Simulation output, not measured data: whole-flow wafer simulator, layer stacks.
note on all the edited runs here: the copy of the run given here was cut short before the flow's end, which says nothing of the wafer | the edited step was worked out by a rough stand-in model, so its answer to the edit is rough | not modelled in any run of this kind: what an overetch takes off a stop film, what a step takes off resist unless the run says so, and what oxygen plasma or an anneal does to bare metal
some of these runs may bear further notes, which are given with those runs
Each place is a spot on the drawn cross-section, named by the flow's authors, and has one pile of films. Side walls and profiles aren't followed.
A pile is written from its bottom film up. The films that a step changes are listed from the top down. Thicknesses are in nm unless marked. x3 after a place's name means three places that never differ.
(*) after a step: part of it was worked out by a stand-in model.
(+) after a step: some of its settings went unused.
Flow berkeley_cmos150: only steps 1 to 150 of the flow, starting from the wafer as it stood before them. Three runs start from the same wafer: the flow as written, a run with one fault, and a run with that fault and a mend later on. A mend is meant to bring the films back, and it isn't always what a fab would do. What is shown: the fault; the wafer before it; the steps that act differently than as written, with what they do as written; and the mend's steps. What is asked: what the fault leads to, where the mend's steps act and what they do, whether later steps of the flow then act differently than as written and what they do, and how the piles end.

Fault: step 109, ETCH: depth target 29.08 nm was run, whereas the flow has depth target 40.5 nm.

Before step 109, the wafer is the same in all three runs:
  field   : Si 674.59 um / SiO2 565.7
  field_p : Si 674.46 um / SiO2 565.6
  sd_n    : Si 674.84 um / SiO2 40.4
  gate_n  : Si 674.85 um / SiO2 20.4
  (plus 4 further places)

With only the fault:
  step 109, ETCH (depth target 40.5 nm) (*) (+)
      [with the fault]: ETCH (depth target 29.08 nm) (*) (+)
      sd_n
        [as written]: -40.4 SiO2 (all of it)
        [with the fault]: -29.1 SiO2
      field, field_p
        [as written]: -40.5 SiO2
        [with the fault]: -29.1 SiO2
  Steps further on in the flow that do not act as written (15 more steps, not shown, differ only slightly: by at most 2% or 0.5 nm, whichever is larger):
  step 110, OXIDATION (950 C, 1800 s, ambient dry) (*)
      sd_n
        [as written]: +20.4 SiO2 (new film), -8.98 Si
        [with the fault]: +14.7 SiO2, -6.49 Si
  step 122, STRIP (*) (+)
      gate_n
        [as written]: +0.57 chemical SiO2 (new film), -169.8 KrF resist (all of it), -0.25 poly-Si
        [with the fault]: +0.57 chemical SiO2 (new film), -174.2 KrF resist (all of it), -0.25 poly-Si
  At field, field_p, sd_n, the piles at the end differ from the flow's by more than 2% or 0.5 nm, whichever is larger.
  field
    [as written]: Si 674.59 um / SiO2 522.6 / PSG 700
    [with the fault]: Si 674.59 um / SiO2 533.9 / PSG 700
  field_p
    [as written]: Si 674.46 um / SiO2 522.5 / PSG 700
    [with the fault]: Si 674.46 um / SiO2 533.9 / PSG 700
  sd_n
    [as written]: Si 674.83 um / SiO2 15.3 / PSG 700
    [with the fault]: Si 674.83 um / SiO2 21 / PSG 700

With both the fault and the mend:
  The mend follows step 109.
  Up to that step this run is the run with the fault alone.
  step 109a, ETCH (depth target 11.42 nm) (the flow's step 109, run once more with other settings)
      field, field_p
        -11.4 SiO2
      sd_n
        -11.4 SiO2 (all of it)
  Later steps of the flow that are run all act as written at every place that is followed, up to a difference of at most 2% or 0.5 nm, whichever is larger.
  At every place that both follow, the piles at the end match the flow's.
